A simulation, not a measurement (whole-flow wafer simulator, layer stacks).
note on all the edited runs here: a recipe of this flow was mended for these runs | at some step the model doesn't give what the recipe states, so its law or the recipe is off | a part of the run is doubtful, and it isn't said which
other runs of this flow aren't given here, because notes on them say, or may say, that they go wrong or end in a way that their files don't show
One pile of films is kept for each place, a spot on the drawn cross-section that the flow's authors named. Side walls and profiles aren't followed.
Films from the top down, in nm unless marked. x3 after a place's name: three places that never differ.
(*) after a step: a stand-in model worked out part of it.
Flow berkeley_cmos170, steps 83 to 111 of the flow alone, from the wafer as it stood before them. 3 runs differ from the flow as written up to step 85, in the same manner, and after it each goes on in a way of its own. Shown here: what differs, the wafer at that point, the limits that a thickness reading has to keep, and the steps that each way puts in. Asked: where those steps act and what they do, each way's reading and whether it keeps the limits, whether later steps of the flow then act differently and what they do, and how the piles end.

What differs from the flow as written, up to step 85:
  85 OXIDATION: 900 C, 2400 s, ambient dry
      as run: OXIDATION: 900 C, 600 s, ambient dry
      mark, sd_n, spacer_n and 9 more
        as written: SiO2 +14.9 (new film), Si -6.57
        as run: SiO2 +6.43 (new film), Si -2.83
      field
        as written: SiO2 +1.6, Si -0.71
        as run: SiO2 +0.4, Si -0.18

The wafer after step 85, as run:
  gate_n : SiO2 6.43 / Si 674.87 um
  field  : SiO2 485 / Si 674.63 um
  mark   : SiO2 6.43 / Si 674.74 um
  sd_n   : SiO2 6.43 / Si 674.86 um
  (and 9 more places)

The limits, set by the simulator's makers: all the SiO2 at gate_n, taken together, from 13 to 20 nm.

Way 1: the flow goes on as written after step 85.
  The reading after step 85: 6.43 nm, outside the limits.
  Later steps of the flow that act differently than as written (9 more steps differ only slightly, by at most 2% or 0.5 nm, whichever is larger, and aren't shown):
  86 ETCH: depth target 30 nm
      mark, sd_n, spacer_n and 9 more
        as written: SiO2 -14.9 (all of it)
        this way: SiO2 -6.43 (all of it)
  At the end the piles differ from the flow's only slightly at the places that both follow, by at most 2% or 0.5 nm, whichever is larger.

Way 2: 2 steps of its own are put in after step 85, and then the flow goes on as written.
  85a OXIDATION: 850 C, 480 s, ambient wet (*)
      mark, sd_n, spacer_n and 9 more
        SiO2 +8.1, Si -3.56
      field
        SiO2 +5.49, Si -2.42
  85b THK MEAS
      changes no film at any place that is followed
  The reading after step 85b: 14.5 nm, within the limits.
  No later step of the flow acts differently than as written, at any place that is followed, by more than 2% or 0.5 nm, whichever is larger.
  At the end the piles differ from the flow's only slightly at the places that both follow, by at most 2% or 0.5 nm, whichever is larger.

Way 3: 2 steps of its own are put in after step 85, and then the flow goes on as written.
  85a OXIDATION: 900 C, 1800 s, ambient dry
      mark, sd_n, spacer_n and 9 more
        SiO2 +8.51, Si -3.74
      field
        SiO2 +1.2, Si -0.53
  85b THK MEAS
      changes no film at any place that is followed
  The reading after step 85b: 14.9 nm, within the limits.
  No later step of the flow acts differently than as written at any place that is followed.
  At the end the piles are the same as the flow's at every place that both follow.

Within the limits: way 2, way 3. Outside them: way 1.
